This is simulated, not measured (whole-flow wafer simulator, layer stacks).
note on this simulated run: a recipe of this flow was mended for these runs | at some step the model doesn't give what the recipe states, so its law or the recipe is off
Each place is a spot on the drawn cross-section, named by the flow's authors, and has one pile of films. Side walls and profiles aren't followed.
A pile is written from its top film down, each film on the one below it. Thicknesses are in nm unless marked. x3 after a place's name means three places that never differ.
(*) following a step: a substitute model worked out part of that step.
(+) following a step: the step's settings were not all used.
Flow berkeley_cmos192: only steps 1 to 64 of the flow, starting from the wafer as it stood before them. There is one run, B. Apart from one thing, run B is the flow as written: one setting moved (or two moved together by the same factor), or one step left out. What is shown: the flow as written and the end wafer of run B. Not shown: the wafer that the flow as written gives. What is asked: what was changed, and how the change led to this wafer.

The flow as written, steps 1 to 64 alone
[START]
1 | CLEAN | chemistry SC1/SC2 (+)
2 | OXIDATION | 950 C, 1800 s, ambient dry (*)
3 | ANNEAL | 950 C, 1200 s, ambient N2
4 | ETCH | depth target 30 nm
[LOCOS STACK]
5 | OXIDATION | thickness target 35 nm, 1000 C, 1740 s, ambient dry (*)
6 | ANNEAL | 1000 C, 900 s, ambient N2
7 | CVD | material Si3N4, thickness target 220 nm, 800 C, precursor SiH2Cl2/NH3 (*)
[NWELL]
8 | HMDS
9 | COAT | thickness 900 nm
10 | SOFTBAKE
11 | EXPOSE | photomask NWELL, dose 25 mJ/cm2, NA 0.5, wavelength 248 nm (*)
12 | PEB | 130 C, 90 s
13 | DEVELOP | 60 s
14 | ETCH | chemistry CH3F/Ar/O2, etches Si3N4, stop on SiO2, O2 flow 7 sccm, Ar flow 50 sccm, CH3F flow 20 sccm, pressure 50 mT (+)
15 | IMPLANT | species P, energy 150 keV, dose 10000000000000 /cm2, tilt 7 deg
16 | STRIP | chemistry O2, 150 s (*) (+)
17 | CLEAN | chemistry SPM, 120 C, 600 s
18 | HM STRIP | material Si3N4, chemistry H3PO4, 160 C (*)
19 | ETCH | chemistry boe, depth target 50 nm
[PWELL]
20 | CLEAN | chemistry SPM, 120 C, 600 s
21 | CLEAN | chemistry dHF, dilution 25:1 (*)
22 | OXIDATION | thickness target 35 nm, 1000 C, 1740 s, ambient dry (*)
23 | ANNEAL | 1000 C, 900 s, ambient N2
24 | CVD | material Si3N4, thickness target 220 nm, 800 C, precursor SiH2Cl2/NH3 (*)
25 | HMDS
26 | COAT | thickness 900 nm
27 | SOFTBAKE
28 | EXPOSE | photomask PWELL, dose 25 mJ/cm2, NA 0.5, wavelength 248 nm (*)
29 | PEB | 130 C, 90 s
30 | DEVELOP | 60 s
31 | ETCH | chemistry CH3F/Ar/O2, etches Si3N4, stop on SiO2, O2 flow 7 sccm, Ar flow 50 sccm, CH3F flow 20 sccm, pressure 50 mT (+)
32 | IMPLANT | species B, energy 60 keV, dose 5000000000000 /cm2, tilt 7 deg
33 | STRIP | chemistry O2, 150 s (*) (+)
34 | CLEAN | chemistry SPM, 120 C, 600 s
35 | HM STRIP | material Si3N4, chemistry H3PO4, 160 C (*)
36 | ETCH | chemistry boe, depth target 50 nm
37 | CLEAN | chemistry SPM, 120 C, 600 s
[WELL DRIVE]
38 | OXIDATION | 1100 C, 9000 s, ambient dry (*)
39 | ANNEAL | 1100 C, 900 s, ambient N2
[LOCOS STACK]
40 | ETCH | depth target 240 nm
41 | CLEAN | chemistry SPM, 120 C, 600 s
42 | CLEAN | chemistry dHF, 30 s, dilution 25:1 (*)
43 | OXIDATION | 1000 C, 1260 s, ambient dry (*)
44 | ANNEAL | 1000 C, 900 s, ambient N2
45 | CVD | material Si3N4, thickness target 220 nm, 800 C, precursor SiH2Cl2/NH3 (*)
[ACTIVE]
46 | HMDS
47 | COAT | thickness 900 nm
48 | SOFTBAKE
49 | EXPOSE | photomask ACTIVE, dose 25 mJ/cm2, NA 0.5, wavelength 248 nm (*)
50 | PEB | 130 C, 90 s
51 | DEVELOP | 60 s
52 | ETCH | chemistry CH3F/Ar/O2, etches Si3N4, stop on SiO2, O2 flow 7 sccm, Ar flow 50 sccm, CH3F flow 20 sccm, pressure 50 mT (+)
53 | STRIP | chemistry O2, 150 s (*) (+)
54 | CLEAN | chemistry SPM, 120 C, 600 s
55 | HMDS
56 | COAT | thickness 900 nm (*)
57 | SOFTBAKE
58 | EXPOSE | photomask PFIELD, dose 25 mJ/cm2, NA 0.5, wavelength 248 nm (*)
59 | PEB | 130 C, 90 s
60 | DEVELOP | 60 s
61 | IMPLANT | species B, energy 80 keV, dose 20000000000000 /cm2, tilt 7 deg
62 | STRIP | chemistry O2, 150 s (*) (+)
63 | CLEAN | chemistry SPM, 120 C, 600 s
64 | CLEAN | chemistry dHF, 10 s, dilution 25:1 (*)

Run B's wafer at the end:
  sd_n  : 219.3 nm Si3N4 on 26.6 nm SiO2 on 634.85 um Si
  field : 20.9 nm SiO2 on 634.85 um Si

The reason: step 2, OXIDATION: 1092 C was run, while the flow as written has 950 C.

How this came from the change, step by step:
  2 | OXIDATION | 950 C, 1800 s, ambient dry (*)
      field, sd_n, spacer_n and 6 more: +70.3 SiO2 (new film), -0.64 chemical SiO2 (all of it), -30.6 Si (as written it would have been: +20.7 SiO2 (new film), -0.64 chemical SiO2 (all of it), -8.82 Si)
  4 | ETCH | depth target 30 nm
      field, sd_n, spacer_n and 6 more: -30 SiO2 (as written it would have been: -20.7 SiO2 (all of it))
  5 | OXIDATION | thickness target 35 nm, 1000 C, 1740 s, ambient dry (*)
      field, sd_n, spacer_n and 6 more: +16 SiO2, -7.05 Si (as written it would have been: +31.6 SiO2 (new film), -13.9 Si)
  19 | ETCH | chemistry boe, depth target 50 nm
      field, sd_n, spacer_n, gate, contact, m1: -43.4 SiO2 (all of it) (as written it would have been: -18.7 SiO2 (all of it))
      sd_p, spacer_p, gate_p: -32.3 SiO2 (all of it) (as written it would have been: -7.69 SiO2 (all of it))
